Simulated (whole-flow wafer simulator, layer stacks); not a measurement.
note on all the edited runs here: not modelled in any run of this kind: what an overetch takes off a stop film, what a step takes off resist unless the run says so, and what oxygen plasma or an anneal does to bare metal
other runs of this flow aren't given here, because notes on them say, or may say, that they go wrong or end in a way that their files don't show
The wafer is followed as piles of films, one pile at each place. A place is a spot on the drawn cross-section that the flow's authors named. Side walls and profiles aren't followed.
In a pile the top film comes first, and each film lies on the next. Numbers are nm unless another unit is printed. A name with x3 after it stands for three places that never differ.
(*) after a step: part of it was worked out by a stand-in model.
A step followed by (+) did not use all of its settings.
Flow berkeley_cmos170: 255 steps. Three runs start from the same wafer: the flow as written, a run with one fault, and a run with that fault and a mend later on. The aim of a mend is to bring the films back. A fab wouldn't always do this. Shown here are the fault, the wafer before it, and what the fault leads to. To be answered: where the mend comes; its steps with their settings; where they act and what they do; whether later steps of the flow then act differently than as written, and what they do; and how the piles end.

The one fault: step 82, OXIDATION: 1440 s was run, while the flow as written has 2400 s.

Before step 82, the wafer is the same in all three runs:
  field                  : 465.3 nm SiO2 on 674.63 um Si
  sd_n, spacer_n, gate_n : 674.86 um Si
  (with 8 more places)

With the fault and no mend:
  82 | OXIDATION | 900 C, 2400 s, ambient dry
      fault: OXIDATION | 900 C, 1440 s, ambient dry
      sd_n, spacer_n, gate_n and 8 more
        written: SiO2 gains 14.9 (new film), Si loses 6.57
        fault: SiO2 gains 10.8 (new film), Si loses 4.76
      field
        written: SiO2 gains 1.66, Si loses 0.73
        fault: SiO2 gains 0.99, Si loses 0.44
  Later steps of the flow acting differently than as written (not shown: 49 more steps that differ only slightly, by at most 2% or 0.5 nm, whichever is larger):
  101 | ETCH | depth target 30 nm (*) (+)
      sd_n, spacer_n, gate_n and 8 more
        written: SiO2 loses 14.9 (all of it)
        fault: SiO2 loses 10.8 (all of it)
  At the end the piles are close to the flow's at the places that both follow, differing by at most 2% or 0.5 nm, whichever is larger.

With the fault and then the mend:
  The mend follows step 82.
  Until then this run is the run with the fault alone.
  82a | OXIDATION | 900 C, 960 s, ambient dry (a further turn of the flow's step 82, with different settings)
      sd_n, spacer_n, gate_n and 8 more
        SiO2 gains 4.11, Si loses 1.81
      field
        SiO2 gains 0.66, Si loses 0.29
  None of the later steps of the flow acts differently than as written at any place that is followed.
  At every place that both follow, the piles at the end match the flow's.
